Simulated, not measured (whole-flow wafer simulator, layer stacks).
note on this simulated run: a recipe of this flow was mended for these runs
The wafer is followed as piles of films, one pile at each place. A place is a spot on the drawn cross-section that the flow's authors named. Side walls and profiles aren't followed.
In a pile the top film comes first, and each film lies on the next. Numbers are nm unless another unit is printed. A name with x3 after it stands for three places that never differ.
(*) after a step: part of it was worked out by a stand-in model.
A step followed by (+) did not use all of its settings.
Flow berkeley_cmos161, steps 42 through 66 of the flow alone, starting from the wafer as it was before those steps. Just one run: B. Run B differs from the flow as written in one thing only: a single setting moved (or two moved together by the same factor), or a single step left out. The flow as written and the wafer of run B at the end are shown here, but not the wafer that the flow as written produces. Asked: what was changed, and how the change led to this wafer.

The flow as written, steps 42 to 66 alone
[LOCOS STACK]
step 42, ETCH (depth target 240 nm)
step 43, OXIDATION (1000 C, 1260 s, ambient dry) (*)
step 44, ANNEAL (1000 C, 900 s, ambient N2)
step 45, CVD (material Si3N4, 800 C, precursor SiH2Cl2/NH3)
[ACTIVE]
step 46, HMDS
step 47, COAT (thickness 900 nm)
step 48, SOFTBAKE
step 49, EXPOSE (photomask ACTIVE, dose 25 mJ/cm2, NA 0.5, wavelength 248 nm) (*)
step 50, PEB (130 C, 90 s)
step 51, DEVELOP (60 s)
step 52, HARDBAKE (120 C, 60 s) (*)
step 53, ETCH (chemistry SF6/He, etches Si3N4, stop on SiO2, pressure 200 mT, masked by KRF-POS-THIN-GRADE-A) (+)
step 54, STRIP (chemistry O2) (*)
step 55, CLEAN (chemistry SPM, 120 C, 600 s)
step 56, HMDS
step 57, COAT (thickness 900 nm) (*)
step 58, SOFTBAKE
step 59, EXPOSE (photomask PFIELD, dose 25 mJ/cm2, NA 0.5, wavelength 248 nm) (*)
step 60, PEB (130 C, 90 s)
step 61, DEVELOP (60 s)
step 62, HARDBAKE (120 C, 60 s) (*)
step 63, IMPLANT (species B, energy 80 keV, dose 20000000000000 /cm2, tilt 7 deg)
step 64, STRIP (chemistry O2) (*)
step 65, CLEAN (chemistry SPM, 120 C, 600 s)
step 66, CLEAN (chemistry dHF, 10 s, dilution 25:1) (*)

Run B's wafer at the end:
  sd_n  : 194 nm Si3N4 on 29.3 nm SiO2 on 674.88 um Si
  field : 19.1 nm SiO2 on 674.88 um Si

Cause: step 43, OXIDATION: 1512 s was run, while the flow as written has 1260 s.

Step by step, how the change led to this:
  step 43, OXIDATION (1000 C, 1260 s, ambient dry) (*)
      field, sd_n, spacer_n and 6 more: SiO2 gains 29.3 (new film), Si loses 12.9 (it would be, as written: SiO2 gains 26.6 (new film), Si loses 11.7)
